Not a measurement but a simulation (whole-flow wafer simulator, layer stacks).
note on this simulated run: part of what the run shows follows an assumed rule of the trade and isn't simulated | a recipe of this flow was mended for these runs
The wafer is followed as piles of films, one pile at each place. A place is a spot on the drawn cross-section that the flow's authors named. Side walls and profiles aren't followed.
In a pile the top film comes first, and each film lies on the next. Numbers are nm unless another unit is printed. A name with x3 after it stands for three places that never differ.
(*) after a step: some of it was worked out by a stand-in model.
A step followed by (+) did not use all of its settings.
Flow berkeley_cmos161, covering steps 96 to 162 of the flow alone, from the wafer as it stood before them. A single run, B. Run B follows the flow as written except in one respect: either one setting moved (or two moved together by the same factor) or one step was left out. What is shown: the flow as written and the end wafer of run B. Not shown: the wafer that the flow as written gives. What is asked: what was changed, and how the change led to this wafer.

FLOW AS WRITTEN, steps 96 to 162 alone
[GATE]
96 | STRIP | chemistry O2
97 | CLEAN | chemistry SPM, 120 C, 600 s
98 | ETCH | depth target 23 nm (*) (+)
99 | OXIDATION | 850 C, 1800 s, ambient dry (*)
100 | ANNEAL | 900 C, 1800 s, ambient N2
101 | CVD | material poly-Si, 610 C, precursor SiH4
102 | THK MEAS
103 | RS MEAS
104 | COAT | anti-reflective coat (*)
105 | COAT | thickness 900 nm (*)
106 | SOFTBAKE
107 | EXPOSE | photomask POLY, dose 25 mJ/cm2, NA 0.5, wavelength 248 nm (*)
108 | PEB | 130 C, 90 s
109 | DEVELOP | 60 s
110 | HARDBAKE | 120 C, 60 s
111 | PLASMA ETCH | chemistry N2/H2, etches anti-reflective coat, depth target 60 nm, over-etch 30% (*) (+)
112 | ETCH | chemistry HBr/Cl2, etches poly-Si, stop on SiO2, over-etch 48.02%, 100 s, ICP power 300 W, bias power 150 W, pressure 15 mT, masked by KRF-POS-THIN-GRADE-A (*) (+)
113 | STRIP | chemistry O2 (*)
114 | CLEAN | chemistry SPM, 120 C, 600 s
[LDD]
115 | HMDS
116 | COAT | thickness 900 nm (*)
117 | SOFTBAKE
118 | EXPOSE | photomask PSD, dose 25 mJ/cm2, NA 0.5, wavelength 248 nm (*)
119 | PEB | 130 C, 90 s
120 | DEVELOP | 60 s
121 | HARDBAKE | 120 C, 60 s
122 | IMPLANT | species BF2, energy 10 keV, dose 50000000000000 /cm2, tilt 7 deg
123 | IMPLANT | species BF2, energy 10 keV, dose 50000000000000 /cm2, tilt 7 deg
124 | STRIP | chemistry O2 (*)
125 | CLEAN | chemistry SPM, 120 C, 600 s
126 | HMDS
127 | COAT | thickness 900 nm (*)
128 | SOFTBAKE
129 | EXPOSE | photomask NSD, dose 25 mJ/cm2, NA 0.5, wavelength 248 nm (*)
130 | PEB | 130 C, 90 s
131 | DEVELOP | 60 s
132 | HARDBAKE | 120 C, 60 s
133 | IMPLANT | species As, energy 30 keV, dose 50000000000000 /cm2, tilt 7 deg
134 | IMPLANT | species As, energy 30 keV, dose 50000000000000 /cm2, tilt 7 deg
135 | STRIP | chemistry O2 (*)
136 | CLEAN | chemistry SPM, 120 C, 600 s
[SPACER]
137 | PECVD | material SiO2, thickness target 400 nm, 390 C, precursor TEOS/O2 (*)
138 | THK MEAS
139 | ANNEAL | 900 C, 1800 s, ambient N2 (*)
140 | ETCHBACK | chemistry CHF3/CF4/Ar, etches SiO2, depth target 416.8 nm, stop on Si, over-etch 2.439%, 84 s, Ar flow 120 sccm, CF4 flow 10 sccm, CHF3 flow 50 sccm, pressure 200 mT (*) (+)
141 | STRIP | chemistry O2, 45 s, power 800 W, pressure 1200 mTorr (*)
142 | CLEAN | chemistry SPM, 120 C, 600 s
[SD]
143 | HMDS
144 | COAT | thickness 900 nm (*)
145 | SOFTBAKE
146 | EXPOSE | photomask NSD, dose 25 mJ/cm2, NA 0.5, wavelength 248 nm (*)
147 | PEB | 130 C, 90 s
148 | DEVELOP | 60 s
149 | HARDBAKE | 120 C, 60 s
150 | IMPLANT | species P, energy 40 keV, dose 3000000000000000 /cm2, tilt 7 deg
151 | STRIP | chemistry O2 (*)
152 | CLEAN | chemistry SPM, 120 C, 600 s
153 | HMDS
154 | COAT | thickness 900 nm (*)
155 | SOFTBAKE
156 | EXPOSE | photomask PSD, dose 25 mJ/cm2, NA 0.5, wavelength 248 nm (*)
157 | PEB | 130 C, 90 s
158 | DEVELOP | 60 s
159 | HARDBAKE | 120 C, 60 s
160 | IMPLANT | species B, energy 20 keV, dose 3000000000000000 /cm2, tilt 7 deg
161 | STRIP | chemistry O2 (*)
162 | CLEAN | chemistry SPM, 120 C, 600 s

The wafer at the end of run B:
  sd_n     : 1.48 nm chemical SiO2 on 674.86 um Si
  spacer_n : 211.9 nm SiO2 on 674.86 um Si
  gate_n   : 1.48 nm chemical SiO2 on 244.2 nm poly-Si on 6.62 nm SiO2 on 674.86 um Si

The reason: step 99, OXIDATION: 838 C was run, though the flow has 850 C.

How this came from the change, step by step:
  99 | OXIDATION | 850 C, 1800 s, ambient dry (*)
      sd_n, spacer_n, gate_n, sd_p, spacer_p, gate_p, contact, m1: +6.62 SiO2 (new film), -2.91 Si (as written it would have been: +7.48 SiO2 (new film), -3.29 Si)
